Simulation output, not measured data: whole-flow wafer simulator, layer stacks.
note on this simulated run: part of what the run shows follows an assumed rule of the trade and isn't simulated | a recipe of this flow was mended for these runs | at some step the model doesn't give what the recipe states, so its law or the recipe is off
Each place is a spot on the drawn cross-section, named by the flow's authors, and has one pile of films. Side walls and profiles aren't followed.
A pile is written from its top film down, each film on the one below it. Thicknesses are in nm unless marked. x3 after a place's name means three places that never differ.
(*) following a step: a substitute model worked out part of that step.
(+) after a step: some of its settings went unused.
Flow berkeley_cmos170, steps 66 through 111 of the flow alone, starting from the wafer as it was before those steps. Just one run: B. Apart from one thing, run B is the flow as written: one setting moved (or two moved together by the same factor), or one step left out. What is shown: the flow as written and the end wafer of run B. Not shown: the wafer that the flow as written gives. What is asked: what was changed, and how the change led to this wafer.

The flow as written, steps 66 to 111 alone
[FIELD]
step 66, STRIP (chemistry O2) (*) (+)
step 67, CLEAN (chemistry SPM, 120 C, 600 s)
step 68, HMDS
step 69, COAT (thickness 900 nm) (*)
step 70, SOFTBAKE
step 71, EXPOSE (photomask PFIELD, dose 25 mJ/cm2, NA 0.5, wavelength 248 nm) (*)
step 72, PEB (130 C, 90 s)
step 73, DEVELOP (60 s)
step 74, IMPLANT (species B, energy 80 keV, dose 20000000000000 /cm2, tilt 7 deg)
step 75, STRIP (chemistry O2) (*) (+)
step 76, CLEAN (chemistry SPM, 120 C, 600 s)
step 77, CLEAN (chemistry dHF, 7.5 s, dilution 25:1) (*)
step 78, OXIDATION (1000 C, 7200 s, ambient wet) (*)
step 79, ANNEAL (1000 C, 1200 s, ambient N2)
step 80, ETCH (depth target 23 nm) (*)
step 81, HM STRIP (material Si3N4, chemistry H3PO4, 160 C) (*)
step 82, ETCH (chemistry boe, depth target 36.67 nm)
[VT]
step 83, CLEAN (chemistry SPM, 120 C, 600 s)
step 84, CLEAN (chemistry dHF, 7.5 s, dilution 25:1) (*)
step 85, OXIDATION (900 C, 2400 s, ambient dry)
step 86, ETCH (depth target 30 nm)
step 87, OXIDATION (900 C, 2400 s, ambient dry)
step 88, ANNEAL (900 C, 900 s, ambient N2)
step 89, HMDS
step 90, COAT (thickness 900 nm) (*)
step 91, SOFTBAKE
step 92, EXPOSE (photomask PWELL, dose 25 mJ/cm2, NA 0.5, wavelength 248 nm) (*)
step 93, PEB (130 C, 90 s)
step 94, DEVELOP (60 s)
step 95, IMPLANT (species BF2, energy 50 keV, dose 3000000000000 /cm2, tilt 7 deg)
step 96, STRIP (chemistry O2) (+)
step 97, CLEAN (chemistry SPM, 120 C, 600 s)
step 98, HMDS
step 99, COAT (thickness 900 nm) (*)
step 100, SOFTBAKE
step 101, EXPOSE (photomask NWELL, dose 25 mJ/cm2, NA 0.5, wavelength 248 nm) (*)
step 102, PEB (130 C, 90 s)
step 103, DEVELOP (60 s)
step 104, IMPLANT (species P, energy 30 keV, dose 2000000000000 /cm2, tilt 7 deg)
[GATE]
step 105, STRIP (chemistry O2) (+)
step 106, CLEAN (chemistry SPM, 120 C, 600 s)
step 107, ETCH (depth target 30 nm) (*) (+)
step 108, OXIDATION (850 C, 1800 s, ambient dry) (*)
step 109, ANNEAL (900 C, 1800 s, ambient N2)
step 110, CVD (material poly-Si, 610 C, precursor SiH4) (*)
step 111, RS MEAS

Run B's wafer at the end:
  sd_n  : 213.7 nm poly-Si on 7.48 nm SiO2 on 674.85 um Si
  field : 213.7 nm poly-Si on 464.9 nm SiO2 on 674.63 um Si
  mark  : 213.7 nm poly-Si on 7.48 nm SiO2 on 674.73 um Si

The reason: step 82, ETCH: chemistry boe, depth target 36.67 nm, was skipped.

How this came from the change, step by step:
  step 83, CLEAN (chemistry SPM, 120 C, 600 s)
      mark, sd_n, spacer_n and 9 more: nothing (as written it would have been: chemical SiO2 gains 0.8 (new film), Si loses 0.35)
  step 84, CLEAN (chemistry dHF, 7.5 s, dilution 25:1) (*)
      mark, sd_n, spacer_n and 9 more: SiO2 loses 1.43 (as written it would have been: chemical SiO2 loses 0.8 (all of it))
  step 85, OXIDATION (900 C, 2400 s, ambient dry)
      mark, spacer_n, gate_n and 7 more: SiO2 gains 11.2, Si loses 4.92 (as written it would have been: SiO2 gains 14.9 (new film), Si loses 6.57)
      sd_n, sd_p: SiO2 gains 11.2, Si loses 4.91 (as written it would have been: SiO2 gains 14.9 (new film), Si loses 6.57)
  step 86, ETCH (depth target 30 nm)
      mark, spacer_n, gate_n and 7 more: SiO2 loses 25.2 (all of it) (as written it would have been: SiO2 loses 14.9 (all of it))
      sd_n, sd_p: SiO2 loses 25.3 (all of it) (as written it would have been: SiO2 loses 14.9 (all of it))
